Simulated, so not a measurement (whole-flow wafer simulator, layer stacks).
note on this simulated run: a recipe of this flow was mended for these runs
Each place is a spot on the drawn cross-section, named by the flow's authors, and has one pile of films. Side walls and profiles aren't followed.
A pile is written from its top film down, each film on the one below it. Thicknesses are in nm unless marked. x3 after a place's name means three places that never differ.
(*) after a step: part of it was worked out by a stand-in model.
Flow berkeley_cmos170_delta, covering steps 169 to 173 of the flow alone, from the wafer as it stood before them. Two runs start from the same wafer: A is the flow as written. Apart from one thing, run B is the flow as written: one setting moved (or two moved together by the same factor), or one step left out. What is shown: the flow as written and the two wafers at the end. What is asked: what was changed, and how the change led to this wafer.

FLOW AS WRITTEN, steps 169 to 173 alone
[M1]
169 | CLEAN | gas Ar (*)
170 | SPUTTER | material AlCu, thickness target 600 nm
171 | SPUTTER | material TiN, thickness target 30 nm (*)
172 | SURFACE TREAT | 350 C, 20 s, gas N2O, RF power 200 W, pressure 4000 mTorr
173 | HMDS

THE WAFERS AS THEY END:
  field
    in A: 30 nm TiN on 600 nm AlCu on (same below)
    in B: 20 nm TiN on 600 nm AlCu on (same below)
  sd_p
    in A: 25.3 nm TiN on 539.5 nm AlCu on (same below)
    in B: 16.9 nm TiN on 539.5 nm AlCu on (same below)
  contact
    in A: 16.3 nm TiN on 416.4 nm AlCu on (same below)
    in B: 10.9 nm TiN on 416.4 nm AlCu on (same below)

The reason: step 171, SPUTTER: thickness target 20 nm was run, though the flow has thickness target 30 nm.
One can read it off the wafer: field has TiN 20, and step 171 as written asks for 30 nm.

How this came from the change, step by step:
  171 | SPUTTER | material TiN, thickness target 30 nm (*)
      field, sd_n, spacer_n, gate, spacer_p, gate_p, m1: A +30 TiN (new film) | B +20 TiN (new film)
      sd_p: A +25.3 TiN (new film) | B +16.9 TiN (new film)
      (as well as at 1 more place)
